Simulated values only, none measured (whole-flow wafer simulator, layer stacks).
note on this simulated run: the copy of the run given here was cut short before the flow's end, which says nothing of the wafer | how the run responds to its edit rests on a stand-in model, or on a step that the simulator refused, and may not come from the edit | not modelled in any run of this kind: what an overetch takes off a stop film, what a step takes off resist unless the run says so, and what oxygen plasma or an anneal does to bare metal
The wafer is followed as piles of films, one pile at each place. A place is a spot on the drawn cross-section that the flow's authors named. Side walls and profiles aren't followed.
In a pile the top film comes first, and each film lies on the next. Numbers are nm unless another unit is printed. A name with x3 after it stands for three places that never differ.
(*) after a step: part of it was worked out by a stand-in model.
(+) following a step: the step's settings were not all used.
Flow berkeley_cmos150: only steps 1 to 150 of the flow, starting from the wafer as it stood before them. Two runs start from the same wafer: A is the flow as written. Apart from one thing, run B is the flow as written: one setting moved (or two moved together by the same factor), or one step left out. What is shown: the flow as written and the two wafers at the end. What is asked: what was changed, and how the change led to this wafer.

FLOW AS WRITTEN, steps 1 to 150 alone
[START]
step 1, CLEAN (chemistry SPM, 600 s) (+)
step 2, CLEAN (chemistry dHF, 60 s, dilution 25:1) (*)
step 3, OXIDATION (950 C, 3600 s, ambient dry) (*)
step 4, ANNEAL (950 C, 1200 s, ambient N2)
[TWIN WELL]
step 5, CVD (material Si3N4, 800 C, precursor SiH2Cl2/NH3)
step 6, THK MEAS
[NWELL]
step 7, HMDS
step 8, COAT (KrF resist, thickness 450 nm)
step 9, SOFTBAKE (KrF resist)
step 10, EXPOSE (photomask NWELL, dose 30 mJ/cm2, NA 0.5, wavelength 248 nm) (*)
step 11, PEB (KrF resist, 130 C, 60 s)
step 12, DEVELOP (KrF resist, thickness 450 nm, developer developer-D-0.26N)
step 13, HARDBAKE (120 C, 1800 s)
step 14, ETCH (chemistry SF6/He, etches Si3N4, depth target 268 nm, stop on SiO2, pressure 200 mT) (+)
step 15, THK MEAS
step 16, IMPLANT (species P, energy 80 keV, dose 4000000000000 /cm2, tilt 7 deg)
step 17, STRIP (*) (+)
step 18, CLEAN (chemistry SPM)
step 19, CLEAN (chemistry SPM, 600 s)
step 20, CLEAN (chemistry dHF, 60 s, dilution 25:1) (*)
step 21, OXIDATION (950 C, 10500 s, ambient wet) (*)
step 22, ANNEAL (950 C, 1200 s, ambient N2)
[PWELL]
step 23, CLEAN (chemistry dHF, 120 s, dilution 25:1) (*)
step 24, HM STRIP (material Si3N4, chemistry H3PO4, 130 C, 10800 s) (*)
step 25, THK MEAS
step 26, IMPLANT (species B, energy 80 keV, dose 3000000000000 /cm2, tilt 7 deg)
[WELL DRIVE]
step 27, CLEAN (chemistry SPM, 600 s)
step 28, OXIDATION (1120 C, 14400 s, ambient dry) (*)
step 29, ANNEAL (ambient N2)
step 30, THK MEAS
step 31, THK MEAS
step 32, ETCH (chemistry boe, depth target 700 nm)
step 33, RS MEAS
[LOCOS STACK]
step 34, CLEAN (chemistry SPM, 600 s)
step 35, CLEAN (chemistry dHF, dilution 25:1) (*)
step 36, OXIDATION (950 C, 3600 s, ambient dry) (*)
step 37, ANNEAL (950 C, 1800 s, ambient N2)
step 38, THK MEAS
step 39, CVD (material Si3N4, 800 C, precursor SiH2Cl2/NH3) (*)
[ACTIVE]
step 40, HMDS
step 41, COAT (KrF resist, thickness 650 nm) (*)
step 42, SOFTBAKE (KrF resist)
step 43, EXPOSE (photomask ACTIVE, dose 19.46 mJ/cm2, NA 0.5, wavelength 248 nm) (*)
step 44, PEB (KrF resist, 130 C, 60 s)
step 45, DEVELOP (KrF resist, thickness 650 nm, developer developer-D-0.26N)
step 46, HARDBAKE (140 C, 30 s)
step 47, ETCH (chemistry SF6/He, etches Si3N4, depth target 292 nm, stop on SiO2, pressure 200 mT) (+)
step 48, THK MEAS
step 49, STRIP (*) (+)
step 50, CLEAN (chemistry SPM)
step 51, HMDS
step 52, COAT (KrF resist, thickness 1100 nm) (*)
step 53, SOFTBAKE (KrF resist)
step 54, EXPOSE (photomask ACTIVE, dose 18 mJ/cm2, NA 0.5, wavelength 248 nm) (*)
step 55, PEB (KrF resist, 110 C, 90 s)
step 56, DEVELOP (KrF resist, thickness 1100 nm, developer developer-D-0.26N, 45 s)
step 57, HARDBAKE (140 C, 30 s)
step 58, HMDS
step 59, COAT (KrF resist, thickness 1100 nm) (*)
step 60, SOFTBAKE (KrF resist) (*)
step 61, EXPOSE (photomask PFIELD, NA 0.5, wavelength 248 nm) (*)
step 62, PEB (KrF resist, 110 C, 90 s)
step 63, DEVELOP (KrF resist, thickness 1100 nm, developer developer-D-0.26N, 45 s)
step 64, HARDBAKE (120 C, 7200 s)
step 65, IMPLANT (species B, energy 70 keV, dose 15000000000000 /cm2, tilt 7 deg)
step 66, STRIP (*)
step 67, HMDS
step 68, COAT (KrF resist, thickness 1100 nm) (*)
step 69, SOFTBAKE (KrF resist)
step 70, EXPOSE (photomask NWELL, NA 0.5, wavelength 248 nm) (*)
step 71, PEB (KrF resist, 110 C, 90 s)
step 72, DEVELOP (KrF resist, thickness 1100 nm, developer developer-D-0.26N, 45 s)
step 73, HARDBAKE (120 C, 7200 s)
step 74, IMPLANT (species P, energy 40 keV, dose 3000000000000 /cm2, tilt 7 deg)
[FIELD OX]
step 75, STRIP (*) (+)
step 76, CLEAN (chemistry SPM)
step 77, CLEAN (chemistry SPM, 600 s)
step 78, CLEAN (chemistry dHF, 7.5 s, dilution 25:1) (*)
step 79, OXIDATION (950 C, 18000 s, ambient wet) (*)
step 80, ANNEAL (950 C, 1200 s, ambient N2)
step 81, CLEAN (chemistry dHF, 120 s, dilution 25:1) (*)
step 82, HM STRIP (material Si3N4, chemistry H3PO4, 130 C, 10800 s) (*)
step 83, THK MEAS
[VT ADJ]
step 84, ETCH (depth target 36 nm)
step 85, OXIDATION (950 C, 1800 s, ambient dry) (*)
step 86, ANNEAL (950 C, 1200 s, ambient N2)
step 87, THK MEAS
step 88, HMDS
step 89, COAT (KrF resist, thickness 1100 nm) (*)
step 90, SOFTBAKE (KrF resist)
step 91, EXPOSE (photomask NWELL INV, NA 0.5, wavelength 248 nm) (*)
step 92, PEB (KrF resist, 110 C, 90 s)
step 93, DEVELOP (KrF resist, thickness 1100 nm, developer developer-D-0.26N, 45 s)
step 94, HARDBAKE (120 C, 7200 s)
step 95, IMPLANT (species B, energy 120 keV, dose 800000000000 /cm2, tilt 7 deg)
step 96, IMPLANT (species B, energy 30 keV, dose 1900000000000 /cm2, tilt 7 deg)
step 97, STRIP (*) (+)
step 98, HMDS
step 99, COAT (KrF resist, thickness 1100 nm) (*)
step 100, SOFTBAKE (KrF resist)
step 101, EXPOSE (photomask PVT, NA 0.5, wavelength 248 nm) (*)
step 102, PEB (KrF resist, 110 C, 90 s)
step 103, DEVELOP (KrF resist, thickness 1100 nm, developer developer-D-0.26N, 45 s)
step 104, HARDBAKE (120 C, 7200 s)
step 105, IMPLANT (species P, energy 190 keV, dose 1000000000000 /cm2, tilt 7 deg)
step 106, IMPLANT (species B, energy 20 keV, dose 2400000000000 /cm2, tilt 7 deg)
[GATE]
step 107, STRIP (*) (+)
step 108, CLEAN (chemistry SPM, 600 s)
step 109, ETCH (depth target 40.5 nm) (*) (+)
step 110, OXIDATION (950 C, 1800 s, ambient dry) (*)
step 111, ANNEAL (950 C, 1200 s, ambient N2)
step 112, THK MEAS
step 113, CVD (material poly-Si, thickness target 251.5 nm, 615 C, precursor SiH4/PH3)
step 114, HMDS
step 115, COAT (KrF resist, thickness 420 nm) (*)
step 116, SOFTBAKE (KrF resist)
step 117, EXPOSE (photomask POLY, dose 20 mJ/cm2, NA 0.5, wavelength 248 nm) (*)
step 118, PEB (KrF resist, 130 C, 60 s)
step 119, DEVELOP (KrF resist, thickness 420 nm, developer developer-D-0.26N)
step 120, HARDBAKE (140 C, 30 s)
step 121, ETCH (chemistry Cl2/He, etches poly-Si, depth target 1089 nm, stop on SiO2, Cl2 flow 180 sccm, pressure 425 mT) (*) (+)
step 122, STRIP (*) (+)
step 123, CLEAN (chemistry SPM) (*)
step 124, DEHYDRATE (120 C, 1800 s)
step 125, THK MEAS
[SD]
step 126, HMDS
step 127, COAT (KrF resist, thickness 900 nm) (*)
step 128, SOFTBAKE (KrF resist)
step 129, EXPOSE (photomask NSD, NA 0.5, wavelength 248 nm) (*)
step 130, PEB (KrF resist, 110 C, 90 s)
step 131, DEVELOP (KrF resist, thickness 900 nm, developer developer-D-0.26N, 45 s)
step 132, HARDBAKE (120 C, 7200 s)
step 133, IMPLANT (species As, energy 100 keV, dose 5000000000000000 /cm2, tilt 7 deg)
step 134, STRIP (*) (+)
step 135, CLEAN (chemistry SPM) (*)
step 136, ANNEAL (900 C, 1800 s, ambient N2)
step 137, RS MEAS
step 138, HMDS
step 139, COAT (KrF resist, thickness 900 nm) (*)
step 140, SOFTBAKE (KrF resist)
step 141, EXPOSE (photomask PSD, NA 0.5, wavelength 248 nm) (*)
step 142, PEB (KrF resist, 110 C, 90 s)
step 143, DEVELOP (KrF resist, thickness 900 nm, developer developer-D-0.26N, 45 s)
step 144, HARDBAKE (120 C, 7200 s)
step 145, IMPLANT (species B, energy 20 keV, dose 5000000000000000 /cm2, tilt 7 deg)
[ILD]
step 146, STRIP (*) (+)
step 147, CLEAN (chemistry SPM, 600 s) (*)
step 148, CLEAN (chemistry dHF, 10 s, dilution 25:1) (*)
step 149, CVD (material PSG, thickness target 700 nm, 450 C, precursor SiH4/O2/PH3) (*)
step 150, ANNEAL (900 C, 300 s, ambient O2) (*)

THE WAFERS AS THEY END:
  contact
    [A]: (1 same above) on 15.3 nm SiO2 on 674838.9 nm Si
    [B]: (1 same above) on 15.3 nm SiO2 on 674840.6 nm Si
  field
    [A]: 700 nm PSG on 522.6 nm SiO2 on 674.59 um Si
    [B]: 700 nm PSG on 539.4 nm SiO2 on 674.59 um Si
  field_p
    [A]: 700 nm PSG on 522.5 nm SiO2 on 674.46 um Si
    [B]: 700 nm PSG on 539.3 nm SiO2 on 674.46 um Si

The reason: step 84, ETCH: depth target 19.08 nm was run, while the flow as written has depth target 36 nm.

The path from the change to this, step by step:
  step 84, ETCH (depth target 36 nm)
      gate_n, sd_p, gate_p, contact, m1: A SiO2 loses 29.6 (all of it) | B SiO2 loses 19.1
      field, field_p, sd_n: A SiO2 loses 36 | B SiO2 loses 19.1
  step 85, OXIDATION (950 C, 1800 s, ambient dry) (*)
      gate_n, sd_p, gate_p, contact, m1: A SiO2 gains 20.4 (new film), Si loses 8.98 | B SiO2 gains 16.4, Si loses 7.22
      sd_n: A SiO2 gains 12.2, Si loses 5.35 | B SiO2 gains 8.94, Si loses 3.93
  step 109, ETCH (depth target 40.5 nm) (*) (+)
      sd_n: A SiO2 loses 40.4 (all of it) | B SiO2 loses 40.5
      gate_n, sd_p, gate_p, contact, m1: A SiO2 loses 20.4 (all of it) | B SiO2 loses 26.9 (all of it)
  step 110, OXIDATION (950 C, 1800 s, ambient dry) (*)
      sd_n: A SiO2 gains 20.4 (new film), Si loses 8.98 | B SiO2 gains 14.5, Si loses 6.37
  step 122, STRIP (*) (+)
      gate_n: A chemical SiO2 gains 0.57 (new film), KrF resist loses 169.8 (all of it), poly-Si loses 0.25 | B chemical SiO2 gains 0.57 (new film), KrF resist loses 175.4 (all of it), poly-Si loses 0.25
